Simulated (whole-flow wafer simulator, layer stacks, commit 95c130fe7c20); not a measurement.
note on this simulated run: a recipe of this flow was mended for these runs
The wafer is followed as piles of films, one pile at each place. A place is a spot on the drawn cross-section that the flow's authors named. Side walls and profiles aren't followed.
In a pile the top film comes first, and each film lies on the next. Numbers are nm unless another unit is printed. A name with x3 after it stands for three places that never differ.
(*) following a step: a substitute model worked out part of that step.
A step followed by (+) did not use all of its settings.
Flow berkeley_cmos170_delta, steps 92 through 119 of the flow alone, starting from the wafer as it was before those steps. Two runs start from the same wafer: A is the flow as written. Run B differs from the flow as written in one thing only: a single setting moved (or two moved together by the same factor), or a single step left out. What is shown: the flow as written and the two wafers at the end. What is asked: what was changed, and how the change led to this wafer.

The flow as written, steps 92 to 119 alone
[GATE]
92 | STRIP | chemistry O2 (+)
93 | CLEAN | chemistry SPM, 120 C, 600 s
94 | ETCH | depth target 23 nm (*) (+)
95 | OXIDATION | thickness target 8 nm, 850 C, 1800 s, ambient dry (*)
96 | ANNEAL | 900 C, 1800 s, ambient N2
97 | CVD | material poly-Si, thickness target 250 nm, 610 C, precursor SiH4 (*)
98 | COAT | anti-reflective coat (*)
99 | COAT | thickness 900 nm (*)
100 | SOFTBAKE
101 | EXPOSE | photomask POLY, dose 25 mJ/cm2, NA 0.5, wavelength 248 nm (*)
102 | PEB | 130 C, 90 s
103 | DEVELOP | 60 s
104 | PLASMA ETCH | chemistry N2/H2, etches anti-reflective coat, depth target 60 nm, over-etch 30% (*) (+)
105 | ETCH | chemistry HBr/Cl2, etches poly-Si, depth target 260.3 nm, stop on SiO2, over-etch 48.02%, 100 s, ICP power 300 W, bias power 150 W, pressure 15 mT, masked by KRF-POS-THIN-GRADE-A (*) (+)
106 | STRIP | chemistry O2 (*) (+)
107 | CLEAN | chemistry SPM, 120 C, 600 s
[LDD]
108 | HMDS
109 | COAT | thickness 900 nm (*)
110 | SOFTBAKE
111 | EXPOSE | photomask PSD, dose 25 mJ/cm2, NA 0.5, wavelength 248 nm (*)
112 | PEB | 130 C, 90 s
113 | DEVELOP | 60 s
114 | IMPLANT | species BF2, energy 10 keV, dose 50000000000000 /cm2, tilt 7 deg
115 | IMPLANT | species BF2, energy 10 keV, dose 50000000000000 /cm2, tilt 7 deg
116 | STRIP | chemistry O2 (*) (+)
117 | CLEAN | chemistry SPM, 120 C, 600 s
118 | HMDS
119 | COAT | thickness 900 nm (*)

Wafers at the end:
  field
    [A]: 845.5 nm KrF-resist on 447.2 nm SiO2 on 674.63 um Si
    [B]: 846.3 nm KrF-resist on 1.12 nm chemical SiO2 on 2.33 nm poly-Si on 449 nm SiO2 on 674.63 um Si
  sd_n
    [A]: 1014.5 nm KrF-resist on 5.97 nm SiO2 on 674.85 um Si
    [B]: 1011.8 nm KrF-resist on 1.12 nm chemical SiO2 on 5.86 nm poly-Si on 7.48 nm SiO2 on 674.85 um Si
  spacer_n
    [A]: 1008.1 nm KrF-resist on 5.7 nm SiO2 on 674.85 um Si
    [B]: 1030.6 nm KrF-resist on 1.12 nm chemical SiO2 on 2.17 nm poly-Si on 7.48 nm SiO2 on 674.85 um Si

What caused this: step 97, CVD: thickness target 393 nm was run, whereas the flow has thickness target 250 nm.

The path from the change to this, step by step:
  97 | CVD | material poly-Si, thickness target 250 nm, 610 C, precursor SiH4 (*)
      field, sd_n, spacer_n and 6 more: A poly-Si gains 250 (new film) | B poly-Si gains 393 (new film)
  98 | COAT | anti-reflective coat (*)
      field: A anti-reflective coat gains 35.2 (new film) | B anti-reflective coat gains 36.8 (new film)
      sd_n: A anti-reflective coat gains 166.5 (new film) | B anti-reflective coat gains 174.7 (new film)
      (also at 2 further places)
  104 | PLASMA ETCH | chemistry N2/H2, etches anti-reflective coat, depth target 60 nm, over-etch 30% (*) (+)
      field: A anti-reflective coat loses 35.2 (all of it), poly-Si loses 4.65 | B anti-reflective coat loses 36.8 (all of it), poly-Si loses 4.88
      sd_n: A anti-reflective coat loses 166.5 (all of it), poly-Si loses 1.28 | B anti-reflective coat loses 174.7 (all of it), poly-Si loses 1.34
      (also at 2 further places)
  105 | ETCH | chemistry HBr/Cl2, etches poly-Si, depth target 260.3 nm, stop on SiO2, over-etch 48.02%, 100 s, ICP power 300 W, bias power 150 W, pressure 15 mT, masked by KRF-POS-THIN-GRADE-A (*) (+)
      field: A poly-Si loses 245.4 (all of it), SiO2 loses 1.77 | B poly-Si loses 385.3
      sd_n: A poly-Si loses 248.7 (all of it), SiO2 loses 1.52 | B poly-Si loses 385.3
      (also at 5 further places)
  106 | STRIP | chemistry O2 (*) (+)
      field, sd_n, spacer_n, sd_p, spacer_p, contact, m1: A nothing | B chemical SiO2 gains 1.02 (new film), poly-Si loses 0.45
  109 | COAT | thickness 900 nm (*)
      spacer_n: A KrF-resist gains 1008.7 (new film) | B KrF-resist gains 1030.8 (new film)
      gate: A KrF-resist gains 758.7 (new film) | B KrF-resist gains 644.7 (new film)
      (also at 2 further places)
  113 | DEVELOP | 60 s
      spacer_p: A KrF-resist loses 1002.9 (all of it) | B KrF-resist loses 1024.3 (all of it)
      gate_p: A KrF-resist loses 752.9 (all of it) | B KrF-resist loses 638.6 (all of it)
  116 | STRIP | chemistry O2 (*) (+)
      spacer_n: A KrF-resist loses 991.4 (all of it) | B KrF-resist loses 1013.5 (all of it), chemical SiO2 gains 0.1, poly-Si loses 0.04
      gate: A KrF-resist loses 742.2 (all of it), chemical SiO2 gains 0.17 | B KrF-resist loses 628.4 (all of it), chemical SiO2 gains 0.17
  119 | COAT | thickness 900 nm (*)
      spacer_n: A KrF-resist gains 1008.1 (new film) | B KrF-resist gains 1030.6 (new film)
      gate: A KrF-resist gains 758 (new film) | B KrF-resist gains 644.5 (new film)
      (also at 2 further places)
